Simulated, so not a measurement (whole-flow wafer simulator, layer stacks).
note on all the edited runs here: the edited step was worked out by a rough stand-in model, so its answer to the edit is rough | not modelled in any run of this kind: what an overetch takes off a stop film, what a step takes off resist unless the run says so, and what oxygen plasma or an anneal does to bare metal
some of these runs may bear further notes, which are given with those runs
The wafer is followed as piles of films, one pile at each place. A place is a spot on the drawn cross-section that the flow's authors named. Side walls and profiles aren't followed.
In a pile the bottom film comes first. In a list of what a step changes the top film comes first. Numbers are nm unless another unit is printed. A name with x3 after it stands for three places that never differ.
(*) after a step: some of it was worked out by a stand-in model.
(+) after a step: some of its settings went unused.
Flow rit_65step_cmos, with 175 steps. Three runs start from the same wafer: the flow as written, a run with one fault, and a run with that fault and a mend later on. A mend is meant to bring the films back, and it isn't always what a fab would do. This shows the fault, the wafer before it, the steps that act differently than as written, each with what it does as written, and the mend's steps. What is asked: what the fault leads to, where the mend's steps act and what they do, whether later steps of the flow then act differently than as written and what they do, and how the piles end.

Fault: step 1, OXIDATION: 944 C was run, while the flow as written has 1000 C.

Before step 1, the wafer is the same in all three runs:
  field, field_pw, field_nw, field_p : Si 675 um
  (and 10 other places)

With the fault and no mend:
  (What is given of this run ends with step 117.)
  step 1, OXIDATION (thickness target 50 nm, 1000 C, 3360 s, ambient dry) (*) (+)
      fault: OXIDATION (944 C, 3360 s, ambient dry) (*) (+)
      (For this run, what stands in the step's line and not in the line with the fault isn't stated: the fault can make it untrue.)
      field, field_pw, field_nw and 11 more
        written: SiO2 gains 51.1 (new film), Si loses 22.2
        fault: SiO2 gains 32.1 (new film), Si loses 13.8
  Steps further on in the flow that do not act as written (36 other steps are not shown; they differ only slightly, by no more than 2% or 0.5 nm, whichever is larger):
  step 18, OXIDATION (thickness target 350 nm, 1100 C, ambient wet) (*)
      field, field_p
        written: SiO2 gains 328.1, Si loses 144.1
        fault: SiO2 gains 342.8, Si loses 150.5
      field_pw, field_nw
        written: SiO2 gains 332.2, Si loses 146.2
        fault: SiO2 gains 346.7, Si loses 152.6
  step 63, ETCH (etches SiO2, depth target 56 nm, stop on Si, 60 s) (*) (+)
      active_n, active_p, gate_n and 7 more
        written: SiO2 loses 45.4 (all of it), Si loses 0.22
        fault: SiO2 loses 26.4 (all of it), Si loses 0.61
  After step 117 the piles are close to the flow's at the places that both follow, differing by at most 2% or 0.5 nm, whichever is larger.

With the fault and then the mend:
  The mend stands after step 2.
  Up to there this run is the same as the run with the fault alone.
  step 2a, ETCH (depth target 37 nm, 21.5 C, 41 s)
      field, field_pw, field_nw and 11 more
        SiO2 loses 32.1 (all of it)
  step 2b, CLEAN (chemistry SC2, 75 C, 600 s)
      field, field_pw, field_nw and 11 more
        chemical SiO2 gains 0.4 (new film), Si loses 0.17
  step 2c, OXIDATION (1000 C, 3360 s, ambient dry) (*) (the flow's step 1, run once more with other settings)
      field, field_pw, field_nw and 11 more
        SiO2 gains 51 (new film), chemical SiO2 loses 0.4 (all of it), Si loses 22.3
  Steps further on in the flow that do not act as written (17 other steps are not shown; they differ only slightly, by no more than 2% or 0.5 nm, whichever is larger):
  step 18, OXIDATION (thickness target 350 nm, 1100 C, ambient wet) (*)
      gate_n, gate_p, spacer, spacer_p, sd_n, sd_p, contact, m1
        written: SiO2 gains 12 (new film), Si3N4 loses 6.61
        mend: SiO2 gains 12 (new film), Si3N4 loses 6.61, SiO2 gains 0.03
  At the end the piles are close to the flow's at the places that both follow, differing by at most 2% or 0.5 nm, whichever is larger.
